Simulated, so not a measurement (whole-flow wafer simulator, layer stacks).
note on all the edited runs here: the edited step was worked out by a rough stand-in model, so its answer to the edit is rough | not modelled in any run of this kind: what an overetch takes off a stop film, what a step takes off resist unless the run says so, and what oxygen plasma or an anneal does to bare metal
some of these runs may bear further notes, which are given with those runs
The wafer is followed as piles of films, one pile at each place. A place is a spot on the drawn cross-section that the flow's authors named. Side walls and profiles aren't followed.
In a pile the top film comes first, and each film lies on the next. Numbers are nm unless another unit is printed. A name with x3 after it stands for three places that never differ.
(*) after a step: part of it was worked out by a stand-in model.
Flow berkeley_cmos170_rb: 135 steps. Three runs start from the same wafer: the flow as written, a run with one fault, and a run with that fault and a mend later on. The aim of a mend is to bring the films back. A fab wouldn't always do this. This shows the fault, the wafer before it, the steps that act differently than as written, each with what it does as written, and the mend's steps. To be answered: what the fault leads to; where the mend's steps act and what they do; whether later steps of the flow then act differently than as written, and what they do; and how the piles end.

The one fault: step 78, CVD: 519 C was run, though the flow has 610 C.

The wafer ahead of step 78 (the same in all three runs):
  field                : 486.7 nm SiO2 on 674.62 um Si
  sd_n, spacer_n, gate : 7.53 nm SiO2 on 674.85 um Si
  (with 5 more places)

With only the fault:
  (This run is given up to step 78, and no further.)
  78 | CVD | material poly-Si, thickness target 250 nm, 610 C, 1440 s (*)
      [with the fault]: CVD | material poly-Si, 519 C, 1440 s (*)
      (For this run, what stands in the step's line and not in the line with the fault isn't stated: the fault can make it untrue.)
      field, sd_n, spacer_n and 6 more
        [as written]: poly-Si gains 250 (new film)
        [with the fault]: poly-Si gains 25.1 (new film)
  After step 78, at field, sd_n, spacer_n and 6 more, the piles differ from the flow's by more than 2% or 0.5 nm, whichever is larger.
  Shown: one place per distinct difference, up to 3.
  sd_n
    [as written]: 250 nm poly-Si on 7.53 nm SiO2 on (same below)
    [with the fault]: 25.1 nm poly-Si on 7.53 nm SiO2 on (same below)
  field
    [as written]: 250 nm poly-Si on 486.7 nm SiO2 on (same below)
    [with the fault]: 25.1 nm poly-Si on 486.7 nm SiO2 on (same below)

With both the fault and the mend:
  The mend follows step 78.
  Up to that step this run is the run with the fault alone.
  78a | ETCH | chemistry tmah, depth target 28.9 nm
      field, sd_n, spacer_n and 6 more
        poly-Si loses 25.1 (all of it)
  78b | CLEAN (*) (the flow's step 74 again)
      does not change any film at any place that is followed
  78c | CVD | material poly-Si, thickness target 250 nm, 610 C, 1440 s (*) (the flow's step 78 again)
      field, sd_n, spacer_n and 6 more
        poly-Si gains 250 (new film)
  Every later step of the flow that is run acts as written, at every place that is followed, to within 2% or 0.5 nm, whichever is larger.
  The piles end the same as the flow's at every place that both follow.
